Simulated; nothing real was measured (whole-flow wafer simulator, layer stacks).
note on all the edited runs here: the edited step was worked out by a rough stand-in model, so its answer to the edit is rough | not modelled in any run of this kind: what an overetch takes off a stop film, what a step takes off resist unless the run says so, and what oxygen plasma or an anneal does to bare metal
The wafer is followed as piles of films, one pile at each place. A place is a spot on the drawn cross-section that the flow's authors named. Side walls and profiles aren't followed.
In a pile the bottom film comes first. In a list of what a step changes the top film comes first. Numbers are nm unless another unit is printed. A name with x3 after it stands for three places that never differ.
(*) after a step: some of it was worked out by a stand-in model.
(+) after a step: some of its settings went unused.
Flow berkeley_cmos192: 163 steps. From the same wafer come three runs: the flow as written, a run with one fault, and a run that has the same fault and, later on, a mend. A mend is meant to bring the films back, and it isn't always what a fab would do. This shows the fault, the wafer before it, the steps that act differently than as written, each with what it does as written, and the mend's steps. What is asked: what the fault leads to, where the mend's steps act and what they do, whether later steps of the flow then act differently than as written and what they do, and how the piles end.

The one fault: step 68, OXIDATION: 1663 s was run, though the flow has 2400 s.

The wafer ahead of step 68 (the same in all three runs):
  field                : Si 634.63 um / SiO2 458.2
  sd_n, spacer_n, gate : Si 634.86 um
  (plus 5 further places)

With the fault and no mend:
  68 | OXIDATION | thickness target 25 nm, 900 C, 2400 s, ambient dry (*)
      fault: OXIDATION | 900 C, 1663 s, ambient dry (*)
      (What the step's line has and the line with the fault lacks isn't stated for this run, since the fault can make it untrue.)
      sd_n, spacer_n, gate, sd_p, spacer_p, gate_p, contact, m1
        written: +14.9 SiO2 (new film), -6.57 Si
        fault: +11.9 SiO2 (new film), -5.21 Si
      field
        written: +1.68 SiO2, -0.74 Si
        fault: +1.16 SiO2, -0.51 Si
  Steps later in the flow that act otherwise than as written (38 other steps are not shown; they differ only slightly, by no more than 2% or 0.5 nm, whichever is larger):
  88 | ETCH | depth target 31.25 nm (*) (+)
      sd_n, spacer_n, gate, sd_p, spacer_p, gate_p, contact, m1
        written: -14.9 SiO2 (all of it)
        fault: -11.9 SiO2 (all of it)
  The piles end only slightly different from the flow's at the places that both follow, by no more than 2% or 0.5 nm, whichever is larger.

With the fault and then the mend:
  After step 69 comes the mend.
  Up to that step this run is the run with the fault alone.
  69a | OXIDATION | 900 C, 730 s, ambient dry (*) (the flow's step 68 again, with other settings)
      sd_n, spacer_n, gate, sd_p, spacer_p, gate_p, contact, m1
        +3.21 SiO2, -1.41 Si
      field
        +0.51 SiO2, -0.22 Si
  None of the later steps of the flow differs from how it acts as written, at any place that is followed, by more than 2% or 0.5 nm, whichever is larger.
  The piles end only slightly different from the flow's at the places that both follow, by no more than 2% or 0.5 nm, whichever is larger.
